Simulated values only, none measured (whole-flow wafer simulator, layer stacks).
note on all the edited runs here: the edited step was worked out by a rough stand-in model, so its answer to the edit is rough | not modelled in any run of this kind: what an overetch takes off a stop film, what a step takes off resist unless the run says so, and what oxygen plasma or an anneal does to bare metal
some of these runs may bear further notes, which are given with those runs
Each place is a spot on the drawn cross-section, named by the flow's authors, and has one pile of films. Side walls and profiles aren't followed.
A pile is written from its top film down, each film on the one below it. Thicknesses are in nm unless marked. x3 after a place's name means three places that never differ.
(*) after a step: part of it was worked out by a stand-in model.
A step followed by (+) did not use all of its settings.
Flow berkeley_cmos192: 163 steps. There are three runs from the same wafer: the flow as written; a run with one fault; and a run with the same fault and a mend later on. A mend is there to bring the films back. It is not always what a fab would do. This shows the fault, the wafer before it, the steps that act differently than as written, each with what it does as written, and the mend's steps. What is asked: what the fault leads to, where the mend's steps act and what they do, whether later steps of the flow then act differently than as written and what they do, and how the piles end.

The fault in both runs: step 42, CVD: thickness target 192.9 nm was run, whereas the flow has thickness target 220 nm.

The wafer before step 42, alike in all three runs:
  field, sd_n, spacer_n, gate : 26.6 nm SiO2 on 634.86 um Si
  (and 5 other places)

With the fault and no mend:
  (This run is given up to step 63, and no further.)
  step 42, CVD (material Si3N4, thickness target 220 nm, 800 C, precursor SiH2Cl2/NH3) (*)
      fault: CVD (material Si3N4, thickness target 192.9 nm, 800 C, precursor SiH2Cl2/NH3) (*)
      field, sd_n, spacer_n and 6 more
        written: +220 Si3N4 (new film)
        fault: +192.9 Si3N4 (new film)
  Steps further on in the flow that do not act as written (4 more steps, not shown, differ only slightly: by at most 2% or 0.5 nm, whichever is larger):
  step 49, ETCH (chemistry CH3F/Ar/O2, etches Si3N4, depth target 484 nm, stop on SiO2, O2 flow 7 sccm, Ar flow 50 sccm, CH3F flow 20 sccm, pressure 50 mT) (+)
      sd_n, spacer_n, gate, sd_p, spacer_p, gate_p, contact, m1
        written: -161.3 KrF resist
        fault: -143.3 KrF resist
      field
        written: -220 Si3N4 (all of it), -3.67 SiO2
        fault: -192.9 Si3N4 (all of it), -3.67 SiO2
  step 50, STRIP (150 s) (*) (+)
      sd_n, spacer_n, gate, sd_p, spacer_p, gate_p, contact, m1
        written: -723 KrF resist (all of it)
        fault: -741.1 KrF resist (all of it)
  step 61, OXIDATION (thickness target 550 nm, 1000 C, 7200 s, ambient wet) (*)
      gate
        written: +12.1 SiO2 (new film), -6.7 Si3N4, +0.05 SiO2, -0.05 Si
        fault: +12.1 SiO2 (new film), -6.7 Si3N4
  After step 63, at sd_n, spacer_n, gate, sd_p, spacer_p, gate_p, contact, m1, the piles differ from the flow's by more than 2% or 0.5 nm, whichever is larger.
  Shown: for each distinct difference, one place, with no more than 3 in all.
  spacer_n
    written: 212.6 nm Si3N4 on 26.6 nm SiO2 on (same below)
    fault: 185.5 nm Si3N4 on 26.6 nm SiO2 on (same below)
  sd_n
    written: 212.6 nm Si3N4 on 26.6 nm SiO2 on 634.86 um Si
    fault: 185.5 nm Si3N4 on 26.8 nm SiO2 on 634.86 um Si
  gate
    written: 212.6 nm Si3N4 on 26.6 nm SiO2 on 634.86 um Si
    fault: 185.5 nm Si3N4 on 26.6 nm SiO2 on 634.86 um Si

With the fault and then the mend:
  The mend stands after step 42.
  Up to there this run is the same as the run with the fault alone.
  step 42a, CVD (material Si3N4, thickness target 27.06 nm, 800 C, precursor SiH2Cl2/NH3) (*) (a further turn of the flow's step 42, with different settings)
      field, sd_n, spacer_n and 6 more
        +27.1 Si3N4
  None of the later steps of the flow differs from how it acts as written, at any place that is followed, by more than 2% or 0.5 nm, whichever is larger.
  At every place that both follow, the piles at the end match the flow's.
